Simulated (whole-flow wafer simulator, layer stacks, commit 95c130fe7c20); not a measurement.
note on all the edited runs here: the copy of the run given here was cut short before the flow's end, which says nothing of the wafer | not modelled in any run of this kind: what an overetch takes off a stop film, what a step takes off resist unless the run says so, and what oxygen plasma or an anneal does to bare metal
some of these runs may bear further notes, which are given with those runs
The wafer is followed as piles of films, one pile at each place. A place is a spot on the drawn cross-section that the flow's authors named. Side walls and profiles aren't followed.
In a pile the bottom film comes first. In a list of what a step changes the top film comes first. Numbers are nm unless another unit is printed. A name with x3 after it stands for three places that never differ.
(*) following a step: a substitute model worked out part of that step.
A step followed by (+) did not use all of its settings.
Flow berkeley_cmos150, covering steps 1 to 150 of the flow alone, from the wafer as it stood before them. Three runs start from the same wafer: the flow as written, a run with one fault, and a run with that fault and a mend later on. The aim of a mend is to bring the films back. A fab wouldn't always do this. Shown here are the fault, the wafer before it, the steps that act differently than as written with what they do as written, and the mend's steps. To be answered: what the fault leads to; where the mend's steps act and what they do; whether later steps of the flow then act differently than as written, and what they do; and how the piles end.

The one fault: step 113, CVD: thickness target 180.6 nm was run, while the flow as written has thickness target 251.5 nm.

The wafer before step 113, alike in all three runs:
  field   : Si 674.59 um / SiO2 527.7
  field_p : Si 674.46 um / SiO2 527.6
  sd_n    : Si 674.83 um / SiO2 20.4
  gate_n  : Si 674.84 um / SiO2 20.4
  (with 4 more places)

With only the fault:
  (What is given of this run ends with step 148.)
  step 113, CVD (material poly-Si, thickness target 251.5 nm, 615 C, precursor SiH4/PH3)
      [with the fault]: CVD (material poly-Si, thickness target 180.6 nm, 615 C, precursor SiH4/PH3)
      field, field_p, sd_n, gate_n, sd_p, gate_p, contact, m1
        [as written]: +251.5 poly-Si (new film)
        [with the fault]: +180.6 poly-Si (new film)
  Steps later in the flow that act otherwise than as written (not shown: 8 more steps that differ only slightly, by at most 2% or 0.5 nm, whichever is larger):
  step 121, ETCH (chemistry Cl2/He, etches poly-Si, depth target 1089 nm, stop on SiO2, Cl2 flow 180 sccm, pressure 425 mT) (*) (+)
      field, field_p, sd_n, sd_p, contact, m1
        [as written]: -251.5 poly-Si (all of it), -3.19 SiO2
        [with the fault]: -180.6 poly-Si (all of it), -3.19 SiO2
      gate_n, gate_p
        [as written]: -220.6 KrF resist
        [with the fault]: -170 KrF resist
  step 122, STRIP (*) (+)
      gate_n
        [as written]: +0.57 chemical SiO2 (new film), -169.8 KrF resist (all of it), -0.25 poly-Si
        [with the fault]: +0.6 chemical SiO2 (new film), -218.7 KrF resist (all of it), -0.26 poly-Si
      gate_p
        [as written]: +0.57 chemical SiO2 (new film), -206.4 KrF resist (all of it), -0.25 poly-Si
        [with the fault]: +0.6 chemical SiO2 (new film), -254.9 KrF resist (all of it), -0.26 poly-Si
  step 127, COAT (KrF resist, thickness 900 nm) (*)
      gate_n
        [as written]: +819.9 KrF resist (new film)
        [with the fault]: +868 KrF resist (new film)
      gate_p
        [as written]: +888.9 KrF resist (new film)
        [with the fault]: +937.9 KrF resist (new film)
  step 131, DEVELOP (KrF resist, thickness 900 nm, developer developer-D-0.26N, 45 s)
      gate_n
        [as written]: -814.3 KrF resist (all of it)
        [with the fault]: -862 KrF resist (all of it)
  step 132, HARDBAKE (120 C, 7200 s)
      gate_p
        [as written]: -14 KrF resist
        [with the fault]: -14.8 KrF resist
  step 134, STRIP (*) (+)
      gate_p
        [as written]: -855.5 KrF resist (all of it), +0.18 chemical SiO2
        [with the fault]: -903.3 KrF resist (all of it), +0.18 chemical SiO2
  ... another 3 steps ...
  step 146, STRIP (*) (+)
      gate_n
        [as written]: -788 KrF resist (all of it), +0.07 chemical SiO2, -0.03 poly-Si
        [with the fault]: -834.9 KrF resist (all of it), +0.07 chemical SiO2, -0.03 poly-Si
  Once step 148 is done, the piles at gate_n, gate_p depart from the flow's by more than 2% or 0.5 nm, whichever is larger.
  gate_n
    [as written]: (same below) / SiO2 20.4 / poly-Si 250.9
    [with the fault]: (same below) / SiO2 20.4 / poly-Si 180
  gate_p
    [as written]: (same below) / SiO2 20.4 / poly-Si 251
    [with the fault]: (same below) / SiO2 20.4 / poly-Si 180.1

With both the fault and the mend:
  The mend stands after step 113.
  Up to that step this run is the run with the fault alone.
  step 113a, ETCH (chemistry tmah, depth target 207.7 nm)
      field, field_p, sd_n, gate_n, sd_p, gate_p, contact, m1
        -180.6 poly-Si (all of it)
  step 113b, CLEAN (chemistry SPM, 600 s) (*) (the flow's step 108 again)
      leaves every film unchanged at each place that is followed
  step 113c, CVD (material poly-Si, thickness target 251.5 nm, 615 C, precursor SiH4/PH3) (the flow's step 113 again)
      field, field_p, sd_n, gate_n, sd_p, gate_p, contact, m1
        +251.5 poly-Si (new film)
  Every later step of the flow that is run acts as written at every place that is followed.
  The piles end the same as the flow's at every place that both follow.
